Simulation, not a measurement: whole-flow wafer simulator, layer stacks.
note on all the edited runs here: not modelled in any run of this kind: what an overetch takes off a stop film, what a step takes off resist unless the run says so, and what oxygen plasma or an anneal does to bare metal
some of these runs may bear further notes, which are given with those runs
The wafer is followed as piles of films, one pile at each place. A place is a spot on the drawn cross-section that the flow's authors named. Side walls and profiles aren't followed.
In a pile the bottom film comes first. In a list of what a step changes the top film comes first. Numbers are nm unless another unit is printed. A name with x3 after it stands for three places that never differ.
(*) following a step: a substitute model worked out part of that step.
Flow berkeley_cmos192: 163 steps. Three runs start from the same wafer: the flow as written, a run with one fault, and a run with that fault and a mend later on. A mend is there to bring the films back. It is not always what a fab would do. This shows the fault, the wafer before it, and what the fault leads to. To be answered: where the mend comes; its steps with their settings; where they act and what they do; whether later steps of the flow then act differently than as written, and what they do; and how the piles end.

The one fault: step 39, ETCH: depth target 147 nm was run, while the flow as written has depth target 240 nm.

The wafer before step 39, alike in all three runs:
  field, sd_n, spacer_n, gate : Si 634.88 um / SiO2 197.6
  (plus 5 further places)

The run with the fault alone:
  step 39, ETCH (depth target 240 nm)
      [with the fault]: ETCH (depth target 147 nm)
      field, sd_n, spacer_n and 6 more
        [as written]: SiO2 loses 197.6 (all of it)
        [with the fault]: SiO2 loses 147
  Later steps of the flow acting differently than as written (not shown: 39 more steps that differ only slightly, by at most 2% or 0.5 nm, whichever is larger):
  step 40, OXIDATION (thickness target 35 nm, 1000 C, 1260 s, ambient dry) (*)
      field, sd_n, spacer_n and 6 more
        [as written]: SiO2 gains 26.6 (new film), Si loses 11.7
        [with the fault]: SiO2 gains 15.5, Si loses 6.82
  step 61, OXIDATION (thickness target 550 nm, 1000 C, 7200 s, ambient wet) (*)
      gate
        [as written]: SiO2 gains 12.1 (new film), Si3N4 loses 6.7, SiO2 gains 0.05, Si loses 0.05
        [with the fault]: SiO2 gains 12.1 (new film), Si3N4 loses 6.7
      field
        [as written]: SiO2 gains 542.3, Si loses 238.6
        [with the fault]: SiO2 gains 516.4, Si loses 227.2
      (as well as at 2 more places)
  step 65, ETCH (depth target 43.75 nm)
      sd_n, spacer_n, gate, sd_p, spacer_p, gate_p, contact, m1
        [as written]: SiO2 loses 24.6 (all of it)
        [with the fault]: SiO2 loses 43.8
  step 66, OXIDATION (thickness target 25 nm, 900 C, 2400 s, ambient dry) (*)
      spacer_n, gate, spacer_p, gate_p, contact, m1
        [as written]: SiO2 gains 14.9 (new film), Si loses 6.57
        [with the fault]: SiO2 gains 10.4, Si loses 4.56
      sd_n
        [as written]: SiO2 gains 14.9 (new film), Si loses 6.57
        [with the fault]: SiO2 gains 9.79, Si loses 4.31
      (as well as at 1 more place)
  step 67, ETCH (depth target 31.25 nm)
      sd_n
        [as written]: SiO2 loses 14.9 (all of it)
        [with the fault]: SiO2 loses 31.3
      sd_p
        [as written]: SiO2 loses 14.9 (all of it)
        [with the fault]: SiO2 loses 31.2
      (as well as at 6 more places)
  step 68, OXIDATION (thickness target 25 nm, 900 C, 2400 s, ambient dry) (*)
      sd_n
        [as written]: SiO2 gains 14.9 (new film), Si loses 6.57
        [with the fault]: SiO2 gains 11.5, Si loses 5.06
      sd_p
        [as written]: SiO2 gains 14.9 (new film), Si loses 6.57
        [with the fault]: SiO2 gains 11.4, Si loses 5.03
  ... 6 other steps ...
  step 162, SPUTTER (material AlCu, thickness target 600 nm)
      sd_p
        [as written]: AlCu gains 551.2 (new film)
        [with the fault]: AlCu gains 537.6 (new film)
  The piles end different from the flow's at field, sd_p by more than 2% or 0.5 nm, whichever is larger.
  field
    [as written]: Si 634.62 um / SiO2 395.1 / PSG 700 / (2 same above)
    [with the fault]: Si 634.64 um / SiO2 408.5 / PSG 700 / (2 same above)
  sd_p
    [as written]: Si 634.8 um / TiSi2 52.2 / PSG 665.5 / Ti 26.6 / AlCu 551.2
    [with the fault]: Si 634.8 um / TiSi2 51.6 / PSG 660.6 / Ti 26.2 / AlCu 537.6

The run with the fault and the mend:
  The mend follows step 39.
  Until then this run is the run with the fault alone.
  step 39a, ETCH (depth target 93 nm) (a further turn of the flow's step 39, with different settings)
      field, sd_n, spacer_n and 6 more
        SiO2 loses 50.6 (all of it)
  Later steps of the flow that are run all act as written at every place that is followed.
  By the end, the piles equal the flow's at every place that both follow.
